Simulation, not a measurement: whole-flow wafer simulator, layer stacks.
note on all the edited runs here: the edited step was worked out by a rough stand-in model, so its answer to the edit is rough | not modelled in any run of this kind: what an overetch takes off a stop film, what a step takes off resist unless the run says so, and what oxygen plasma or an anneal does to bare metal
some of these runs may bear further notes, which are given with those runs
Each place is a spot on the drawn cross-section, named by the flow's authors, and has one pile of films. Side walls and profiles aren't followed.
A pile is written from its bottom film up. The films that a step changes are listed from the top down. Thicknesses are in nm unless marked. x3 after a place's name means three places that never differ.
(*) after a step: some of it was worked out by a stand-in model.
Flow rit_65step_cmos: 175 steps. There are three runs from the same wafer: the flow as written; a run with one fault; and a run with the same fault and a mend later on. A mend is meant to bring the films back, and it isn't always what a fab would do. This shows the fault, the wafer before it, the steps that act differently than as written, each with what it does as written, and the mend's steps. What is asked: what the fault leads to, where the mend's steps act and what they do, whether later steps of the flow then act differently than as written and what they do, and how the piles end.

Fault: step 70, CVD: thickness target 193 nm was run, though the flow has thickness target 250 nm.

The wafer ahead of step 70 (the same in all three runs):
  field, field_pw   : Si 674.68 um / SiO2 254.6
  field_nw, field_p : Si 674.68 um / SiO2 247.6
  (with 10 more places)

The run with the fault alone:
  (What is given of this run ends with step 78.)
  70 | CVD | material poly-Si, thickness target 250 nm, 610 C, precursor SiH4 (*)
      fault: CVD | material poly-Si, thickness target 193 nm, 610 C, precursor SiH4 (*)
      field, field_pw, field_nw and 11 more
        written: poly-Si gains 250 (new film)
        fault: poly-Si gains 193 (new film)
  Later steps of the flow up to step 78 that are run all act as written at every place that is followed, up to a difference of at most 2% or 0.5 nm, whichever is larger.
  Once step 78 is done, the piles at field, field_pw, field_nw and 11 more depart from the flow's by more than 2% or 0.5 nm, whichever is larger.
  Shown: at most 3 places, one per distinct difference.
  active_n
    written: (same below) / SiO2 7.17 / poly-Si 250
    fault: (same below) / SiO2 7.17 / poly-Si 193
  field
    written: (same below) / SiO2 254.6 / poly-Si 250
    fault: (same below) / SiO2 254.6 / poly-Si 193
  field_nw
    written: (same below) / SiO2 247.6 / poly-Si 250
    fault: (same below) / SiO2 247.6 / poly-Si 193

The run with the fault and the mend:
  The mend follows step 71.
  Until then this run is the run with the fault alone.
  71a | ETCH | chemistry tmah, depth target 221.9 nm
      field, field_pw, field_nw and 11 more
        poly-Si loses 193 (all of it)
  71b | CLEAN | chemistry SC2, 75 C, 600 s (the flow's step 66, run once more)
      alters no film at any place that is followed
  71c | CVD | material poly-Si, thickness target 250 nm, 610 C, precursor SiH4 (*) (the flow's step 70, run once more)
      field, field_pw, field_nw and 11 more
        poly-Si gains 250 (new film)
  Later steps of the flow that are run all act as written at every place that is followed.
  At every place that both follow, the piles at the end match the flow's.
